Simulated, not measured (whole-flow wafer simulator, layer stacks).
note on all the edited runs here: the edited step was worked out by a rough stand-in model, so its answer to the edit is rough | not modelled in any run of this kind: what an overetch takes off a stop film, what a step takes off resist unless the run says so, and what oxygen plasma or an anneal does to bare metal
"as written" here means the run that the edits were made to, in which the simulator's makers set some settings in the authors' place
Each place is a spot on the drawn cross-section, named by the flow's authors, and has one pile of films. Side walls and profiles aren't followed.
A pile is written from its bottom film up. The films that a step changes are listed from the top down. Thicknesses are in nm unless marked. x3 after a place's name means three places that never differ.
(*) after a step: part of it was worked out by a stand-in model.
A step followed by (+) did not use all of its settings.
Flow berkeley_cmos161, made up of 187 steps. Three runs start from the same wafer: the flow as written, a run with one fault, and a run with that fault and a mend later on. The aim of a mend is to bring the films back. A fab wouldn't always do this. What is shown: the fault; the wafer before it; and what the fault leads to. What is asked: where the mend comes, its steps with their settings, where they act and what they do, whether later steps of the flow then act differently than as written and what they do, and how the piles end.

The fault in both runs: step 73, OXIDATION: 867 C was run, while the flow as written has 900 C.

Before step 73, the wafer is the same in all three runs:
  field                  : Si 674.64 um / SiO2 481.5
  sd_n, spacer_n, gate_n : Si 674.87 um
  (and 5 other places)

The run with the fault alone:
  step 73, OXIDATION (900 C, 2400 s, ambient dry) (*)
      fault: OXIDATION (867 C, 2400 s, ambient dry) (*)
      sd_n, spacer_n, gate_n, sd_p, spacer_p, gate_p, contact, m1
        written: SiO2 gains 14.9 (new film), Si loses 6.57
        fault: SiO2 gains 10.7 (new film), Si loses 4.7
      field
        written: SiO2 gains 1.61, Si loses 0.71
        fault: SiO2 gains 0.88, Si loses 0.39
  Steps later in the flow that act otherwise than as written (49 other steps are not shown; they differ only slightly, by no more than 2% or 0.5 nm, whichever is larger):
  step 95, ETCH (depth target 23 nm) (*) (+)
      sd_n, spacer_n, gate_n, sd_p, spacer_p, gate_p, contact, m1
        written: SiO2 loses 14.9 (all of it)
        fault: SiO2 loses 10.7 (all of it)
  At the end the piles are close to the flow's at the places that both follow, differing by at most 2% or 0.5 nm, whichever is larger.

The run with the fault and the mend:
  After step 81 comes the mend.
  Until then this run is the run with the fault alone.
  step 81a, STRIP (*) (+)
      sd_p
        KrF resist loses 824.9 (all of it)
      spacer_p
        KrF resist loses 807.1 (all of it)
      gate_p
        KrF resist loses 806 (all of it)
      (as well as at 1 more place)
  step 81b, CLEAN (chemistry SPM)
      alters no film at any place that is followed
  step 81c, OXIDATION (900 C, 968 s, ambient dry) (*) (a further turn of the flow's step 73, with different settings)
      sd_n, spacer_n, gate_n, sd_p, spacer_p, gate_p, contact, m1
        SiO2 gains 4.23, Si loses 1.86
      field
        SiO2 gains 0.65, Si loses 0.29
  step 81d, HMDS (a further turn of the flow's step 75)
      alters no film at any place that is followed
  step 81e, COAT (KrF resist, thickness 900 nm) (*) (a further turn of the flow's step 76)
      field
        KrF resist gains 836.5 (new film)
      sd_n
        KrF resist gains 1024.5 (new film)
      spacer_n
        KrF resist gains 984.7 (new film)
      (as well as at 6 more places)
  step 81f, SOFTBAKE (KrF resist) (a further turn of the flow's step 77)
      alters no film at any place that is followed
  step 81g, EXPOSE (photomask PWELL, dose 30 mJ/cm2, NA 0.5, wavelength 248 nm) (*) (a further turn of the flow's step 78)
      alters no film at any place that is followed
  step 81h, PEB (KrF resist, 130 C) (a further turn of the flow's step 79)
      sd_n, m1
        KrF resist loses 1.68
      spacer_n, gate_n
        KrF resist loses 1.61
      spacer_p, gate_p
        KrF resist loses 1.6
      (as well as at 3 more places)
  step 81i, DEVELOP (KrF resist, thickness 900 nm, developer developer-D-0.26N) (a further turn of the flow's step 80)
      sd_p, spacer_p, gate_p, m1
        KrF resist loses 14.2
      field
        KrF resist loses 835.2 (all of it)
      sd_n
        KrF resist loses 1022.8 (all of it)
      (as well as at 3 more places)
  step 81j, HARDBAKE (140 C, 30 s) (a further turn of the flow's step 81)
      sd_p
        KrF resist loses 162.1
      spacer_p
        KrF resist loses 158.7
      gate_p
        KrF resist loses 158.5
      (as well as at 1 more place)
  Every later step of the flow that is run acts as written, at every place that is followed, to within 2% or 0.5 nm, whichever is larger.
  At the end the piles are close to the flow's at the places that both follow, differing by at most 2% or 0.5 nm, whichever is larger.
